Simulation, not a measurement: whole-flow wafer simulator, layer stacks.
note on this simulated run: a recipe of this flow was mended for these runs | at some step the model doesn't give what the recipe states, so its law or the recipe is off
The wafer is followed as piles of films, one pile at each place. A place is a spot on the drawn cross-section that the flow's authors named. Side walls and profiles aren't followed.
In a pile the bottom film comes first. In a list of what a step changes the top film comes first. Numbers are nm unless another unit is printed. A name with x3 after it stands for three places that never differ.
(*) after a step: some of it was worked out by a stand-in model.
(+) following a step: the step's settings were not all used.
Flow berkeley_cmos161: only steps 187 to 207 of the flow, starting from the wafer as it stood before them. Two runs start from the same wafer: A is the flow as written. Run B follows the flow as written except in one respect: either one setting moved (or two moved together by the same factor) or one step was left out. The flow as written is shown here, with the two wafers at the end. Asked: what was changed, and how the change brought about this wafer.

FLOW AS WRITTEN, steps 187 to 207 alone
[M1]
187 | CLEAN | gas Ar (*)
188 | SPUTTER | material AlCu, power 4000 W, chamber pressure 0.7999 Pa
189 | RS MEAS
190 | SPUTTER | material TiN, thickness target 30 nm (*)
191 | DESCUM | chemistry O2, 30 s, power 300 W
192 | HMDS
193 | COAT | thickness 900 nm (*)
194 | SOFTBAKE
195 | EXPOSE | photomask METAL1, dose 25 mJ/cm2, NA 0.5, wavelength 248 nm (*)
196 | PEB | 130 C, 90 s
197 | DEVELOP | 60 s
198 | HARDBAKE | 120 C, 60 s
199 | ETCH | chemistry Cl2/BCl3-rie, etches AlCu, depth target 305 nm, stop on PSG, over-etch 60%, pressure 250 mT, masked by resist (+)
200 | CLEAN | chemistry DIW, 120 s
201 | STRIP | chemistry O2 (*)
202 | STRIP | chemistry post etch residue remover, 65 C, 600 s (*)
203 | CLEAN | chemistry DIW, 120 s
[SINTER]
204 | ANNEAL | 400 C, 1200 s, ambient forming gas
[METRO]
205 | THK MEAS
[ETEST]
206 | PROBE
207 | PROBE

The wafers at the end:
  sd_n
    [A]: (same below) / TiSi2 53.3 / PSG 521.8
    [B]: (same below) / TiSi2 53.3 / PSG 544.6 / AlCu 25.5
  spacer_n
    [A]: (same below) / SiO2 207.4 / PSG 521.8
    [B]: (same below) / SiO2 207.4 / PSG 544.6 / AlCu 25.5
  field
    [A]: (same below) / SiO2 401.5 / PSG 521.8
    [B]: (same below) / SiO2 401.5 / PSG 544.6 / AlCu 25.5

Cause: step 199, ETCH: depth target 174 nm was run, while the flow as written has depth target 305 nm.

Step by step, how the change led to this:
  199 | ETCH | chemistry Cl2/BCl3-rie, etches AlCu, depth target 305 nm, stop on PSG, over-etch 60%, pressure 250 mT, masked by resist (+)
      field, sd_n, spacer_n, gate_n, spacer_p, gate_p: A TiN loses 30 (all of it), AlCu loses 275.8 (all of it), PSG loses 22.8 | B TiN loses 30 (all of it), AlCu loses 248.4
      contact, m1: A KrF-resist loses 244 | B KrF-resist loses 139.2
      (as well as at 1 more place)
  201 | STRIP | chemistry O2 (*)
      contact: A KrF-resist loses 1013 (all of it) | B KrF-resist loses 1117.8 (all of it)
      m1: A KrF-resist loses 537.5 (all of it) | B KrF-resist loses 642.3 (all of it)
  202 | STRIP | chemistry post etch residue remover, 65 C, 600 s (*)
      field, sd_n, spacer_n, gate_n, spacer_p, gate_p: A nothing | B AlCu loses 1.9
If metal films that touch count as one body, sd_n has 1 body; the flow as written gives 0 bodies.
If metal films that touch count as one body, spacer_n has 1 body; the flow as written gives 0 bodies.
If metal films that touch count as one body, field has 1 body; the flow as written gives 0 bodies.
